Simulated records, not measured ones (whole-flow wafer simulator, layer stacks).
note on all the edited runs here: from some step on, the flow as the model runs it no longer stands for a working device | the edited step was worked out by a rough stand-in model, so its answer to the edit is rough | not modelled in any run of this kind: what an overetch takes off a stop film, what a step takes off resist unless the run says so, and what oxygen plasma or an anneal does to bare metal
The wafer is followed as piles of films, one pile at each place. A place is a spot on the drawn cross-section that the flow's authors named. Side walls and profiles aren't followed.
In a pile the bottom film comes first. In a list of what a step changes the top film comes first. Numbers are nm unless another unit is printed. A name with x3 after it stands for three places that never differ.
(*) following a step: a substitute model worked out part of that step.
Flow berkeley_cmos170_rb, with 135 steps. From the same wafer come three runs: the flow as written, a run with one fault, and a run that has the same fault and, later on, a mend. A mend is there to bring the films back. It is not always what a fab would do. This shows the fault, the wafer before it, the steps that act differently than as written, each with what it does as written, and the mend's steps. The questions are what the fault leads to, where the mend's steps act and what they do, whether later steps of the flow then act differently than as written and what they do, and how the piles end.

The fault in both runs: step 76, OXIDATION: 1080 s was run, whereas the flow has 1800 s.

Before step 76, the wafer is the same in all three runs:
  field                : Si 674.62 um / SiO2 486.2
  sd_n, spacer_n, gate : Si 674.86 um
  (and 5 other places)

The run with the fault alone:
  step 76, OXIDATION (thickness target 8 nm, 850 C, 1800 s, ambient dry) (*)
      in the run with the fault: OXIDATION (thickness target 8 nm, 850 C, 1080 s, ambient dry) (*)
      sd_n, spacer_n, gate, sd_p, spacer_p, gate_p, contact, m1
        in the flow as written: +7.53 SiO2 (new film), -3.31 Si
        in the run with the fault: +5.63 SiO2 (new film), -2.48 Si
  Every later step of the flow that is run acts as written, at every place that is followed, to within 2% or 0.5 nm, whichever is larger.
  By the end, the piles at gate, gate_p depart from the flow's by more than 2% or 0.5 nm, whichever is larger.
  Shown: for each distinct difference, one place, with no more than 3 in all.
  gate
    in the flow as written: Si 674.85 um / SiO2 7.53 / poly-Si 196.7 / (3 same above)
    in the run with the fault: Si 674.85 um / SiO2 5.63 / poly-Si 196.7 / (3 same above)

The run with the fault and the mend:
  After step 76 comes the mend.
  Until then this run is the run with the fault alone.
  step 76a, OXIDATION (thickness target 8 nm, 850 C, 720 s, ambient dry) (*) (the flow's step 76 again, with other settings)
      sd_n, spacer_n, gate, sd_p, spacer_p, gate_p, contact, m1
        +1.89 SiO2, -0.83 Si
      field
        +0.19 SiO2, -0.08 Si
  Every later step of the flow that is run acts as written at every place that is followed.
  At every place that both follow, the piles at the end match the flow's.
